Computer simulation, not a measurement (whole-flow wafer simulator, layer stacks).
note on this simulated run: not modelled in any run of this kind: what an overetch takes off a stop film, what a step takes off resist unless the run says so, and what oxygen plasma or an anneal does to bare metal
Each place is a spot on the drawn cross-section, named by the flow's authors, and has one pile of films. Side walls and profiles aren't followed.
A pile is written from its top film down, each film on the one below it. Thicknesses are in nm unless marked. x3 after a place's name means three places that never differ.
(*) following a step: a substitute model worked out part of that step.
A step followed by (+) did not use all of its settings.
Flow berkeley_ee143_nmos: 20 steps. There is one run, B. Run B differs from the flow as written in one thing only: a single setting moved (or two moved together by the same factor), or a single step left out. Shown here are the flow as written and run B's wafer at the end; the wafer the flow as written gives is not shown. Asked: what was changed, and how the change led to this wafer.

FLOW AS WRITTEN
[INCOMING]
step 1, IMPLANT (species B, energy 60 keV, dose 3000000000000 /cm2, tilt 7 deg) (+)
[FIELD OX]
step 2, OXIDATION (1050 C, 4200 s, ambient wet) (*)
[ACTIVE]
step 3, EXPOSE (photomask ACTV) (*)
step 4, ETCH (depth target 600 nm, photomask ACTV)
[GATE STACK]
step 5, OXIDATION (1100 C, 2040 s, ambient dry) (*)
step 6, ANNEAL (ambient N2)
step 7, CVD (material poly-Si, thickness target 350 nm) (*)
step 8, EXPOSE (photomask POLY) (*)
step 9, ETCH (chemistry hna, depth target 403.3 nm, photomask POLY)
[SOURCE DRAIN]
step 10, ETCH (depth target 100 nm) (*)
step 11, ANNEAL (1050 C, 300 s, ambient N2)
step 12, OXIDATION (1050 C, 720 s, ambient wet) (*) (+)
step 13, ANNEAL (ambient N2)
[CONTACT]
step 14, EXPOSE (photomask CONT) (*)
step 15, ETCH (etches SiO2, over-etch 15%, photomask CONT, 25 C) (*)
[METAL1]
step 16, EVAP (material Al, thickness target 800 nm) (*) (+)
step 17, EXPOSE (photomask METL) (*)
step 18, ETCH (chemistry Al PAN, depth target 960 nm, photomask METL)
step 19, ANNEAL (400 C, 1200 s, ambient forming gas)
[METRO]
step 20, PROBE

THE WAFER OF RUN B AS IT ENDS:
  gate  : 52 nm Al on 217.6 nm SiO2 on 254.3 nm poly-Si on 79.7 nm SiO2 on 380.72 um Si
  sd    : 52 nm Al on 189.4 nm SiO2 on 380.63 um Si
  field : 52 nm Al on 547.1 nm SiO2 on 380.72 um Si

Cause: step 18, ETCH: depth target 748 nm was run, whereas the flow has depth target 960 nm.

How this came from the change, step by step:
  step 18, ETCH (chemistry Al PAN, depth target 960 nm, photomask METL)
      gate, sd, field: Al loses 748 (in the flow as written it would be: Al loses 800 (all of it))
With metal films that touch counted as one body, gate has 1 body; the flow as written gives 0 bodies.
With metal films that touch counted as one body, sd has 1 body; the flow as written gives 0 bodies.
With metal films that touch counted as one body, field has 1 body; the flow as written gives 0 bodies.
